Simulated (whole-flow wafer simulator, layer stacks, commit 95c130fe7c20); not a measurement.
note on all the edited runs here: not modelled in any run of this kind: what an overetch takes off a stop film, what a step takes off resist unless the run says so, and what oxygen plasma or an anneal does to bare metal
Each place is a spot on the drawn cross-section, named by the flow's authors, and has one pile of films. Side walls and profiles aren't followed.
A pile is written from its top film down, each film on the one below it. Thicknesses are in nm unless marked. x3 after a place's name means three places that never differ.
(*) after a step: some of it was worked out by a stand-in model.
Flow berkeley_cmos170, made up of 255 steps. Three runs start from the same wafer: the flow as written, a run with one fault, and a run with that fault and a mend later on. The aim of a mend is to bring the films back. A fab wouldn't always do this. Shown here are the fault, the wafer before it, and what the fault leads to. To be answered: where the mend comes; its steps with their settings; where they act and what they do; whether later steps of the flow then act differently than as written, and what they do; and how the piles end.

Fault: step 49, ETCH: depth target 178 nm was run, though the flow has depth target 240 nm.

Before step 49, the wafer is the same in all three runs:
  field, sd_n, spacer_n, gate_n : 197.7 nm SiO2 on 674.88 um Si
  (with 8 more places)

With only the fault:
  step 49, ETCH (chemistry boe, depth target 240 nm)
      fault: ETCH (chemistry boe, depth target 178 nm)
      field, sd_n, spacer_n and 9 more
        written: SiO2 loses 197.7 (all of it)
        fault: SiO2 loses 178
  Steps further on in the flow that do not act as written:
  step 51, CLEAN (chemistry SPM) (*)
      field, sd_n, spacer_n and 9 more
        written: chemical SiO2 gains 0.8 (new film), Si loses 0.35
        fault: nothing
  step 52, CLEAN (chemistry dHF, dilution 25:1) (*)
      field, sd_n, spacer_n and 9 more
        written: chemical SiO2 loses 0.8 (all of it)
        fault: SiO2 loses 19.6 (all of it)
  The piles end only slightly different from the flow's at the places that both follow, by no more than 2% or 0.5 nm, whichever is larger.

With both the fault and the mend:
  The mend follows step 50.
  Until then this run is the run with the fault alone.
  step 50a, ETCH (chemistry boe, depth target 62 nm) (a further turn of the flow's step 49, with different settings)
      field, sd_n, spacer_n and 9 more
        SiO2 loses 19.6 (all of it)
  Later steps of the flow that are run all act as written at every place that is followed.
  The piles end the same as the flow's at every place that both follow.
